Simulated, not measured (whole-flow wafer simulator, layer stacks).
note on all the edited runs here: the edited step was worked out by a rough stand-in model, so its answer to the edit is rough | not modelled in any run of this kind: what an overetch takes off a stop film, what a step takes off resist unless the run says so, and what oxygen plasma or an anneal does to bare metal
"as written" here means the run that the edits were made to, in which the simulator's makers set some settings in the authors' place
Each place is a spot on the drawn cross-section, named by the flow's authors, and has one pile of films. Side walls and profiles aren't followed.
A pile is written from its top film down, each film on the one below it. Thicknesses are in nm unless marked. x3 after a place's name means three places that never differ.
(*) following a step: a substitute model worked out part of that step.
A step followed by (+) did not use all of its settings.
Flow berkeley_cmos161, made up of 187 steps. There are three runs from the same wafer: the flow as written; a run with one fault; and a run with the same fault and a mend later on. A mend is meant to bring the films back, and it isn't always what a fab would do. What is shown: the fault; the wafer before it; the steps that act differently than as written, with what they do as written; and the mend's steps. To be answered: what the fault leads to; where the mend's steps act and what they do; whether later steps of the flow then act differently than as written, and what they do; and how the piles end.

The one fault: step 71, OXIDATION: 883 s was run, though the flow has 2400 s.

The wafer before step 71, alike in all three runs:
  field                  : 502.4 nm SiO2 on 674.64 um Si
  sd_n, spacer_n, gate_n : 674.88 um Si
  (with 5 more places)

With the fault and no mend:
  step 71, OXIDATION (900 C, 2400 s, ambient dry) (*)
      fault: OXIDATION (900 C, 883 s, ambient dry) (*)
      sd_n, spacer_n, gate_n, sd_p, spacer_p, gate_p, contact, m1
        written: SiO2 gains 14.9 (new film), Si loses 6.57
        fault: SiO2 gains 8.03 (new film), Si loses 3.53
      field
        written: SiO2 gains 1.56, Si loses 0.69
        fault: SiO2 gains 0.57, Si loses 0.25
  Steps later in the flow that act otherwise than as written (45 other steps are not shown; they differ only slightly, by no more than 2% or 0.5 nm, whichever is larger):
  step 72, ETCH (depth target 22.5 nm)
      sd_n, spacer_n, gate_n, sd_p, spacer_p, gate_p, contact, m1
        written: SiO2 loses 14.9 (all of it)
        fault: SiO2 loses 8.03 (all of it)
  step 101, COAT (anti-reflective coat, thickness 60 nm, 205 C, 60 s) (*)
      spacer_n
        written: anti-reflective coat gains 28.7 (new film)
        fault: anti-reflective coat gains 29.4 (new film)
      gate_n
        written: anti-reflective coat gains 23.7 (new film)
        fault: anti-reflective coat gains 24.4 (new film)
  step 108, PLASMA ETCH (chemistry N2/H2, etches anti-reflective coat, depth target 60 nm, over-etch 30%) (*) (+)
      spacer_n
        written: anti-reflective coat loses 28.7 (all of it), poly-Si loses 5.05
        fault: anti-reflective coat loses 29.4 (all of it), poly-Si loses 4.94
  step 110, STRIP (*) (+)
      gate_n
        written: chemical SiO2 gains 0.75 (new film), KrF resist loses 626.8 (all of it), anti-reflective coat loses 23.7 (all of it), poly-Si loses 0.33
        fault: chemical SiO2 gains 0.75 (new film), KrF resist loses 624.6 (all of it), anti-reflective coat loses 24.4 (all of it), poly-Si loses 0.33
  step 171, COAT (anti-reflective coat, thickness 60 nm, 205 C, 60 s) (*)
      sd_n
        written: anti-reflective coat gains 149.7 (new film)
        fault: anti-reflective coat gains 146.7 (new film)
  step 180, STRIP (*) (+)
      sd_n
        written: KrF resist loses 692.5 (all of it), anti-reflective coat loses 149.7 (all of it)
        fault: KrF resist loses 692.9 (all of it), anti-reflective coat loses 146.7 (all of it)
  When the end is reached, the piles differ only a little from the flow's at the places that both follow, at most by 2% or 0.5 nm, whichever is larger.

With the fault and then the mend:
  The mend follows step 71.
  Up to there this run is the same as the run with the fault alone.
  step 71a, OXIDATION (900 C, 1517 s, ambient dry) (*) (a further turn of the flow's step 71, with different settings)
      sd_n, spacer_n, gate_n, sd_p, spacer_p, gate_p, contact, m1
        SiO2 gains 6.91, Si loses 3.04
      field
        SiO2 gains 0.98, Si loses 0.43
  Every later step of the flow that is run acts as written at every place that is followed.
  By the end, the piles equal the flow's at every place that both follow.
